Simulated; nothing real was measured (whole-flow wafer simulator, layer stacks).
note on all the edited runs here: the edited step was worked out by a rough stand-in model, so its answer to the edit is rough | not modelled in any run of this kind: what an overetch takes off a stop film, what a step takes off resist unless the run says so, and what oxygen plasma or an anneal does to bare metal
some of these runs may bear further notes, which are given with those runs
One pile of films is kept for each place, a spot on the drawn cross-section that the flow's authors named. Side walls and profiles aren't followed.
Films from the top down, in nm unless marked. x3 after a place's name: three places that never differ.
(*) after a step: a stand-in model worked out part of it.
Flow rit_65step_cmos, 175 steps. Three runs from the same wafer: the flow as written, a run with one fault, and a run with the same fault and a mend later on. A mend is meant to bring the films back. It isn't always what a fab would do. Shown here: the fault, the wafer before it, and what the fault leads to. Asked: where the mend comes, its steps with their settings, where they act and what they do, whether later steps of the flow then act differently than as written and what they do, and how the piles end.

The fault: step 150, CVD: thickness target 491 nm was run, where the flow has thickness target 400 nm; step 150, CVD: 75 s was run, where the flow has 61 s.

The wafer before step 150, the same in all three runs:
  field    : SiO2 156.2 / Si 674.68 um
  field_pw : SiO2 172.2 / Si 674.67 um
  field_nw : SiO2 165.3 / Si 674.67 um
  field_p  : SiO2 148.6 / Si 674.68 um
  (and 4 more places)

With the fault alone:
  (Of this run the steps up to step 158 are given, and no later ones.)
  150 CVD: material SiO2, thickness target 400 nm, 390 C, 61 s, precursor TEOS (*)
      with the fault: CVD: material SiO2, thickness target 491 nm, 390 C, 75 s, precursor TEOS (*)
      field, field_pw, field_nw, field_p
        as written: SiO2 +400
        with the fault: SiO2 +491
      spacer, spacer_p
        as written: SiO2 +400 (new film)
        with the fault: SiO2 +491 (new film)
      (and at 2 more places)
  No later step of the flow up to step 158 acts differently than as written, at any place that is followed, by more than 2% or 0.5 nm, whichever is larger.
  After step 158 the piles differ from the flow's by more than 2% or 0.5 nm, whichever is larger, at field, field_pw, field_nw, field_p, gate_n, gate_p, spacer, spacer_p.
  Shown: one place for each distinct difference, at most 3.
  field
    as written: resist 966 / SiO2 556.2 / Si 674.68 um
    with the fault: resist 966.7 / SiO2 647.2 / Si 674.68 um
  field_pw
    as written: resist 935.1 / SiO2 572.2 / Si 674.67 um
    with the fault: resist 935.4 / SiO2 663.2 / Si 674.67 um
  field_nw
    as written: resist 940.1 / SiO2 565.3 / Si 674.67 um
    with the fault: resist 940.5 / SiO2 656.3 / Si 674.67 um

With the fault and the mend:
  The mend comes after step 151.
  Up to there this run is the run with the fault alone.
  151a ETCH: chemistry boe, depth target 92.33 nm
      field, field_pw, field_nw, field_p, gate_n, gate_p, spacer, spacer_p
        SiO2 -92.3
  No later step of the flow acts differently than as written, at any place that is followed, by more than 2% or 0.5 nm, whichever is larger.
  At the end the piles differ from the flow's only slightly at the places that both follow, by at most 2% or 0.5 nm, whichever is larger.
